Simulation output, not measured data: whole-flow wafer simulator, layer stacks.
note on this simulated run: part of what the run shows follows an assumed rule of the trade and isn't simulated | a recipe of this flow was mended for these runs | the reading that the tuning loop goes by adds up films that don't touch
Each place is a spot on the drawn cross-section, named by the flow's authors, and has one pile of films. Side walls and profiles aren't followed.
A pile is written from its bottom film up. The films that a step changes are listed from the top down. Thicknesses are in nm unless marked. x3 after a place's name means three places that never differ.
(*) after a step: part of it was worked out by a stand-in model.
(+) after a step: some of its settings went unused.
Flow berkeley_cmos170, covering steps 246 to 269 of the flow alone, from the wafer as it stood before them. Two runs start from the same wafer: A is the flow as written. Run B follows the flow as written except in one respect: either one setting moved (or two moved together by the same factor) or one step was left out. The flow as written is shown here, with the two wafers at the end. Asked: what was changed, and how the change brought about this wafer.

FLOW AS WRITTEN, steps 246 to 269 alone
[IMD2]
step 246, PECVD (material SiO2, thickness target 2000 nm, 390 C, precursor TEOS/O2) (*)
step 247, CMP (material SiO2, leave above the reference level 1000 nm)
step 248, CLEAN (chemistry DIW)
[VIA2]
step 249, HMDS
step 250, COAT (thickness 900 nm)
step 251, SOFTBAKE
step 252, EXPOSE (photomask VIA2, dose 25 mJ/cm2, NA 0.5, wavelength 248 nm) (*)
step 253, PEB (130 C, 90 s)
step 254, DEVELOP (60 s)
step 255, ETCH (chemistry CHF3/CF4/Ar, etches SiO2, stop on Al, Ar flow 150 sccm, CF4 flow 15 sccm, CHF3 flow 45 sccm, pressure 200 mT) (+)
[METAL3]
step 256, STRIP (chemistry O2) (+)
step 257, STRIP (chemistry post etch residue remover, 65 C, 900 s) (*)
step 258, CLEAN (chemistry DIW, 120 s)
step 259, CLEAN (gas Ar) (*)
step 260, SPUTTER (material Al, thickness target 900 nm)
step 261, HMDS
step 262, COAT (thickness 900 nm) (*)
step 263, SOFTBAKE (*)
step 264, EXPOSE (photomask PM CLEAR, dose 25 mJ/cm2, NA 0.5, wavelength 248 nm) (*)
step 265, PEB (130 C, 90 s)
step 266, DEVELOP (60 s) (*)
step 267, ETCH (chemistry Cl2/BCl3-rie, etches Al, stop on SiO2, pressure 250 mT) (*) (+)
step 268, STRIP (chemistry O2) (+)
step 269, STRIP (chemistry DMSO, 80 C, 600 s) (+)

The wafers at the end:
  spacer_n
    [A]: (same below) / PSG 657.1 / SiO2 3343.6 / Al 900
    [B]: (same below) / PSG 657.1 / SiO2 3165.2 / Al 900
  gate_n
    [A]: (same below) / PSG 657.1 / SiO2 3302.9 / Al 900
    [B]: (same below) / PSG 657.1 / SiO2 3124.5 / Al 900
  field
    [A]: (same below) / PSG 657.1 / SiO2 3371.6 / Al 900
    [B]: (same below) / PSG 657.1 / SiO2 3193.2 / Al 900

The reason: step 246, PECVD: thickness target 1775 nm was run, whereas the flow has thickness target 2000 nm.

The path from the change to this, step by step:
  step 246, PECVD (material SiO2, thickness target 2000 nm, 390 C, precursor TEOS/O2) (*)
      field, mark, sd_n, spacer_n, gate_n, sd_p, spacer_p, gate_p: A SiO2 gains 2000 | B SiO2 gains 1775
      contact, m1, m2, via2: A SiO2 gains 2000 (new film) | B SiO2 gains 1775 (new film)
      (and at 1 other place as well)
  step 247, CMP (material SiO2, leave above the reference level 1000 nm)
      field, sd_n, spacer_n, gate_n, sd_p, spacer_p, gate_p: A SiO2 loses 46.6 | B nothing
      contact, m1, via1, m2, via2: A SiO2 loses 1000 | B SiO2 loses 775
  step 250, COAT (thickness 900 nm)
      sd_n: A KrF-resist gains 900 (new film) | B KrF-resist gains 967.9 (new film)
      contact: A KrF-resist gains 900 (new film) | B KrF-resist gains 828.7 (new film)
      (and at 4 other places as well)
  step 254, DEVELOP (60 s)
      via2: A KrF-resist loses 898 (all of it) | B KrF-resist loses 824.5 (all of it)
  step 256, STRIP (chemistry O2) (+)
      sd_n: A KrF-resist loses 607.6 (all of it) | B KrF-resist loses 675.4 (all of it)
      contact: A KrF-resist loses 607.6 (all of it) | B KrF-resist loses 536.5 (all of it)
      (and at 3 other places as well)
  step 262, COAT (thickness 900 nm) (*)
      sd_n: A KrF-resist gains 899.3 (new film) | B KrF-resist gains 965.9 (new film)
      contact: A KrF-resist gains 898.4 (new film) | B KrF-resist gains 823.5 (new film)
      (and at 4 other places as well)
  step 265, PEB (130 C, 90 s)
      via2: A KrF-resist loses 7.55 | B KrF-resist loses 7.03
  step 268, STRIP (chemistry O2) (+)
      sd_n: A KrF-resist loses 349 (all of it) | B KrF-resist loses 415.4 (all of it)
      contact: A KrF-resist loses 348.1 (all of it) | B KrF-resist loses 273.4 (all of it)
      (and at 4 other places as well)
